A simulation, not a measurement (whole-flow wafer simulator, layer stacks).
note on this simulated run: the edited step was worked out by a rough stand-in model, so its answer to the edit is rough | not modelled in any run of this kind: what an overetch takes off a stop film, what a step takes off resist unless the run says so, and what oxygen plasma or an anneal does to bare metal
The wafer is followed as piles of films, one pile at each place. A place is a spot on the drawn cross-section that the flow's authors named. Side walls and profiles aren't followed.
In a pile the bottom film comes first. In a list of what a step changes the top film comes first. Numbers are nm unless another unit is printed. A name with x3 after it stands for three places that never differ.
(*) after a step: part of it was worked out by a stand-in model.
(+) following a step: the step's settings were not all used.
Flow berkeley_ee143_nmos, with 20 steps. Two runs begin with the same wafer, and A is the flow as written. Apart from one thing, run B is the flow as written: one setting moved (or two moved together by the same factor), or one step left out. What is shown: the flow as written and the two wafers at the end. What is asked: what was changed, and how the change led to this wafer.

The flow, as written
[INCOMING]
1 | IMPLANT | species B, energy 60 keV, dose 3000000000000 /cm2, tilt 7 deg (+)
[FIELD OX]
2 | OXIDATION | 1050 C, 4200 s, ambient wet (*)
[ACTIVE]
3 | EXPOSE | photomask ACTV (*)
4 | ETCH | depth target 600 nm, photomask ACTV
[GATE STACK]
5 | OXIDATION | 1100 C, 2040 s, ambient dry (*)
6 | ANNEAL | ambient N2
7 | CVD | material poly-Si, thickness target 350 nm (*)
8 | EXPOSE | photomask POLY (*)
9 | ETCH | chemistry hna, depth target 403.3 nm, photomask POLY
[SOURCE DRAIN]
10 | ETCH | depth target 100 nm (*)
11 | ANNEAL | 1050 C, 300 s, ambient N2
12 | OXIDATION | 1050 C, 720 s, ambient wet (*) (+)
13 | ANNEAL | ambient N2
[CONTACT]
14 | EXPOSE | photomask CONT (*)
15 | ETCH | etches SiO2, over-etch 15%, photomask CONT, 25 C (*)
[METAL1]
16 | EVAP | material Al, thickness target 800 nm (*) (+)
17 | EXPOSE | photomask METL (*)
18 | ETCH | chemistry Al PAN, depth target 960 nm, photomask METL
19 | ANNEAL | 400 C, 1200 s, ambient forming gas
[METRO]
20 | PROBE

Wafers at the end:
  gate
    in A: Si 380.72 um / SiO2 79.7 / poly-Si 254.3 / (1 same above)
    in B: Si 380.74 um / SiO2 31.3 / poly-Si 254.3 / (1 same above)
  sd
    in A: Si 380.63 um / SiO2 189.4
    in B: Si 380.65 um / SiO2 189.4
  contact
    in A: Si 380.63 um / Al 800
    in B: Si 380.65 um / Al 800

What caused this: step 5, OXIDATION: 990 C was run, while the flow as written has 1100 C.

How this came from the change, step by step:
  5 | OXIDATION | 1100 C, 2040 s, ambient dry (*)
      gate, sd, contact: A SiO2 gains 79.7 (new film), Si loses 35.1 | B SiO2 gains 31.3 (new film), Si loses 13.8
      field: A SiO2 gains 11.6, Si loses 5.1 | B SiO2 gains 3.87, Si loses 1.7
  10 | ETCH | depth target 100 nm (*)
      sd, contact: A SiO2 loses 79.7 (all of it) | B SiO2 loses 31.3 (all of it)
